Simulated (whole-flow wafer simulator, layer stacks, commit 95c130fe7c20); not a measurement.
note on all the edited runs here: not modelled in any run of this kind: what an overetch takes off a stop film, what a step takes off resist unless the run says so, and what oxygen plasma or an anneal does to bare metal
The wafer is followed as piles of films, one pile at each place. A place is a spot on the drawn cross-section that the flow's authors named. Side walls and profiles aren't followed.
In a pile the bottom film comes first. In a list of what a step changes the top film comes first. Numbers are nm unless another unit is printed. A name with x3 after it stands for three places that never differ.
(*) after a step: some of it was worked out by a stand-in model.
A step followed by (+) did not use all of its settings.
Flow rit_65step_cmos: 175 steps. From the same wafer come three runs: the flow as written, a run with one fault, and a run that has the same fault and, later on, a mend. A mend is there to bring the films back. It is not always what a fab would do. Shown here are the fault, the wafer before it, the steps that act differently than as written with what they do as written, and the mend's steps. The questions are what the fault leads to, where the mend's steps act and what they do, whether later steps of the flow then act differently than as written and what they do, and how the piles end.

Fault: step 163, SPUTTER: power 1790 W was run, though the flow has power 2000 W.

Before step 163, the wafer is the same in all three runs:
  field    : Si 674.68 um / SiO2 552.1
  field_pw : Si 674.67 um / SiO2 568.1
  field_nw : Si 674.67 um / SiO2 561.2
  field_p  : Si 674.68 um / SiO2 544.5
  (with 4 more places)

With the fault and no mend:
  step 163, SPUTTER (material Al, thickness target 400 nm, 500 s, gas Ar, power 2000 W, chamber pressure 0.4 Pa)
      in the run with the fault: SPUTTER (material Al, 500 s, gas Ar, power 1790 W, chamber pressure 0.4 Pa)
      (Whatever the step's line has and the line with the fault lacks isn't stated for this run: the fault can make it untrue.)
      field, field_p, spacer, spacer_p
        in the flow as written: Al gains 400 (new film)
        in the run with the fault: Al gains 358 (new film)
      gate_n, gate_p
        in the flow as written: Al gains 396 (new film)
        in the run with the fault: Al gains 358 (new film)
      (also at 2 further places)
  Later steps of the flow acting differently than as written (not shown: 3 more steps that differ only slightly, by at most 2% or 0.5 nm, whichever is larger):
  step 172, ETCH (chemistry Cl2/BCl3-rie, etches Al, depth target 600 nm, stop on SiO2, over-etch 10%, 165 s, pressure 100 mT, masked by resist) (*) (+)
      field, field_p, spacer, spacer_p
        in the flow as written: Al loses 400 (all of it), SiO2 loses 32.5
        in the run with the fault: Al loses 358 (all of it), SiO2 loses 37.8
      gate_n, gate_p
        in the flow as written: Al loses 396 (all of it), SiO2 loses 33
        in the run with the fault: Al loses 358 (all of it), SiO2 loses 37.8
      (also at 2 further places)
  When the end is reached, the piles differ only a little from the flow's at the places that both follow, at most by 2% or 0.5 nm, whichever is larger.

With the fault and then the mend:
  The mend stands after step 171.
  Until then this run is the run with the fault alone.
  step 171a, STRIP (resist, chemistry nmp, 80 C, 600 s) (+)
      does not change any film at any place that is followed
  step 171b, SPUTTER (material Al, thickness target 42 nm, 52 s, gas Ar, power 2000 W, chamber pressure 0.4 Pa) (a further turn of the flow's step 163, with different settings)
      field, field_pw, field_nw, field_p, spacer, spacer_p
        Al gains 42
      gate_n, gate_p
        Al gains 41.2
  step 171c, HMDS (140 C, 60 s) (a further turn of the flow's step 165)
      does not change any film at any place that is followed
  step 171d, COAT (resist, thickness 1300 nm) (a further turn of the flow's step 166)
      field
        resist gains 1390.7 (new film)
      field_pw
        resist gains 1358.8 (new film)
      field_nw
        resist gains 1364.4 (new film)
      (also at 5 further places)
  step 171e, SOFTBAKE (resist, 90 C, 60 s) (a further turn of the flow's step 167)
      does not change any film at any place that is followed
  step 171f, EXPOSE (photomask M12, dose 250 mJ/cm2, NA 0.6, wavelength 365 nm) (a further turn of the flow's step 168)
      does not change any film at any place that is followed
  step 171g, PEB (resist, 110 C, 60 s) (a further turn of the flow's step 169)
      field
        resist loses 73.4
      field_pw
        resist loses 71.5
      field_nw
        resist loses 71.8
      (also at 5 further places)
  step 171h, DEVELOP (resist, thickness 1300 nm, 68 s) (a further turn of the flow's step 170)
      field
        resist loses 1317.3 (all of it)
      field_pw
        resist loses 1287.3 (all of it)
      field_nw
        resist loses 1292.6 (all of it)
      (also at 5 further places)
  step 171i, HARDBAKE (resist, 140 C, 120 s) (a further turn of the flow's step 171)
      does not change any film at any place that is followed
  Later steps of the flow that are run all act as written at every place that is followed, up to a difference of at most 2% or 0.5 nm, whichever is larger.
  When the end is reached, the piles differ only a little from the flow's at the places that both follow, at most by 2% or 0.5 nm, whichever is larger.
